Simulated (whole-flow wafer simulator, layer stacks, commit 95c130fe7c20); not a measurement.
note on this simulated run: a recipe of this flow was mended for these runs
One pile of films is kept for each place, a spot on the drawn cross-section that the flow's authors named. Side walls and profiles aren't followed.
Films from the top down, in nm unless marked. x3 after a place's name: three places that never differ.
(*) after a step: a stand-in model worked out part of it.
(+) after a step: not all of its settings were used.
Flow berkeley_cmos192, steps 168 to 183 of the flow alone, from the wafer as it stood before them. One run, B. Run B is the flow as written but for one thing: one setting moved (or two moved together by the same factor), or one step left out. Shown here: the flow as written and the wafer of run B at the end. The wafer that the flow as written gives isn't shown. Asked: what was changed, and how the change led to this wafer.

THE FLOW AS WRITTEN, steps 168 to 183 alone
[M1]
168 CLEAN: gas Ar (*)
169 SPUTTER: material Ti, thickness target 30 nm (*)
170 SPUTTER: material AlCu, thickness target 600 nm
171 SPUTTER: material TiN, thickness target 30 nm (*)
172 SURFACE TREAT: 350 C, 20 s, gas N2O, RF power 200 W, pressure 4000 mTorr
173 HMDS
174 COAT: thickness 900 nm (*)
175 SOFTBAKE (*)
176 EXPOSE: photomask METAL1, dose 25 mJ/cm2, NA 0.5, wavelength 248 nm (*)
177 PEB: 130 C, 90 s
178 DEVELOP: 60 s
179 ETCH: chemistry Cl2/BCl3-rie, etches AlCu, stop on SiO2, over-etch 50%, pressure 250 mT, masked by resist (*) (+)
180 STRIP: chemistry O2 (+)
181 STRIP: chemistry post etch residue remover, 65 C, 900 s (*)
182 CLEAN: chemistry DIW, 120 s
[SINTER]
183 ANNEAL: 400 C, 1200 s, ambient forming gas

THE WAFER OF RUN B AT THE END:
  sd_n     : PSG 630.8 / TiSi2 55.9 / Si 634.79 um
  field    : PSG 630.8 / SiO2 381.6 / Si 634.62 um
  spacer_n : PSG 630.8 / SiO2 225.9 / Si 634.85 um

The cause: step 170, SPUTTER: thickness target 420 nm was run, where the flow has thickness target 600 nm.

How the change led to this, step by step:
  170 SPUTTER: material AlCu, thickness target 600 nm
      field, sd_n, spacer_n, gate, spacer_p, gate_p, m1: AlCu +420 (new film) (as written it would be: AlCu +600 (new film))
      sd_p: AlCu +383.7 (new film) (as written it would be: AlCu +557.4 (new film))
      (and at 1 more place)
  171 SPUTTER: material TiN, thickness target 30 nm (*)
      contact: TiN +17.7 (new film) (as written it would be: TiN +16 (new film))
  174 COAT: thickness 900 nm (*)
      contact: KrF-resist +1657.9 (new film) (as written it would be: KrF-resist +1717.4 (new film))
  179 ETCH: chemistry Cl2/BCl3-rie, etches AlCu, stop on SiO2, over-etch 50%, pressure 250 mT, masked by resist (*) (+)
      field, sd_n, spacer_n, gate, spacer_p, gate_p: TiN -30 (all of it), AlCu -420 (all of it), Ti -30 (all of it), PSG -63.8 (as written it would be: TiN -30 (all of it), AlCu -600 (all of it), Ti -30 (all of it), PSG -41.2)
      sd_p: TiN -26.3 (all of it), AlCu -383.7 (all of it), Ti -26.8 (all of it), PSG -69.1 (as written it would be: TiN -26.2 (all of it), AlCu -557.4 (all of it), Ti -26.8 (all of it), PSG -47.4)
  180 STRIP: chemistry O2 (+)
      contact: KrF-resist -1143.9 (all of it) (as written it would be: KrF-resist -1203.2 (all of it))
